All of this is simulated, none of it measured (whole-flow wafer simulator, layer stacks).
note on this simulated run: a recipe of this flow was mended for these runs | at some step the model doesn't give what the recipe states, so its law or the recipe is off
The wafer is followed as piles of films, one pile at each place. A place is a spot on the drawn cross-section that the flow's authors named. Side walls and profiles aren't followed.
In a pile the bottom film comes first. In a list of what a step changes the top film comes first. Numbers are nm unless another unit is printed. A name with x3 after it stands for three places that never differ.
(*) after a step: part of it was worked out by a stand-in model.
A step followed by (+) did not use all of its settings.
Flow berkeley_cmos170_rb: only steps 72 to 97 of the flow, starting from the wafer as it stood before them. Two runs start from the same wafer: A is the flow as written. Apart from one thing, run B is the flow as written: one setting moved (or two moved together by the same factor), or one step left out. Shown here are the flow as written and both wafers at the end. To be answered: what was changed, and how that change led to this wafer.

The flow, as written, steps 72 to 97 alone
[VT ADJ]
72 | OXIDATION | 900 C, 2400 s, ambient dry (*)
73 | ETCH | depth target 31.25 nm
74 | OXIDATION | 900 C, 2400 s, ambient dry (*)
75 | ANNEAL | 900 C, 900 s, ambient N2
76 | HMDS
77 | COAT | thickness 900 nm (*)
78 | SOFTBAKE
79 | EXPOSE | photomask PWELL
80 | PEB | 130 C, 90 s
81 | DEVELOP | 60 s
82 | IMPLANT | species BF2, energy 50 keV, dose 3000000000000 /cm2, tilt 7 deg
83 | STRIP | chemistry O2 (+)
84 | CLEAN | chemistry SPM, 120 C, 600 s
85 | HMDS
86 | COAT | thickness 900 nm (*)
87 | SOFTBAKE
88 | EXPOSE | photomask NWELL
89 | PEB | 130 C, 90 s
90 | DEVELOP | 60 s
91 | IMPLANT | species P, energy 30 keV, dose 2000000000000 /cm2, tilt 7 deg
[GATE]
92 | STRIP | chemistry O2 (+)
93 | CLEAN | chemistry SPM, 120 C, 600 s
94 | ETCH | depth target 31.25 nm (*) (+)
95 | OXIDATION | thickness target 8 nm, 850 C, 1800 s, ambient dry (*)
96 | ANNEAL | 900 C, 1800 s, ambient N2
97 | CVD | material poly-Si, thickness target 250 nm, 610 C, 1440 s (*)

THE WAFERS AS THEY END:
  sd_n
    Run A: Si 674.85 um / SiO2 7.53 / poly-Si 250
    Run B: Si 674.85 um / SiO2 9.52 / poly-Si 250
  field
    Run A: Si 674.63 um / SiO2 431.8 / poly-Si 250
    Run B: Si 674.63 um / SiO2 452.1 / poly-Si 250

Cause: step 94, ETCH: depth target 10.94 nm was run, though the flow has depth target 31.25 nm.

How this came from the change, step by step:
  94 | ETCH | depth target 31.25 nm (*) (+)
      sd_n, spacer_n, gate, sd_p, spacer_p, gate_p, contact, m1: A SiO2 loses 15 (all of it) | B SiO2 loses 10.9
      field: A SiO2 loses 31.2 | B SiO2 loses 10.9
  95 | OXIDATION | thickness target 8 nm, 850 C, 1800 s, ambient dry (*)
      sd_n, spacer_n, gate, sd_p, spacer_p, gate_p, contact, m1: A SiO2 gains 7.53 (new film), Si loses 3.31 | B SiO2 gains 5.43, Si loses 2.39
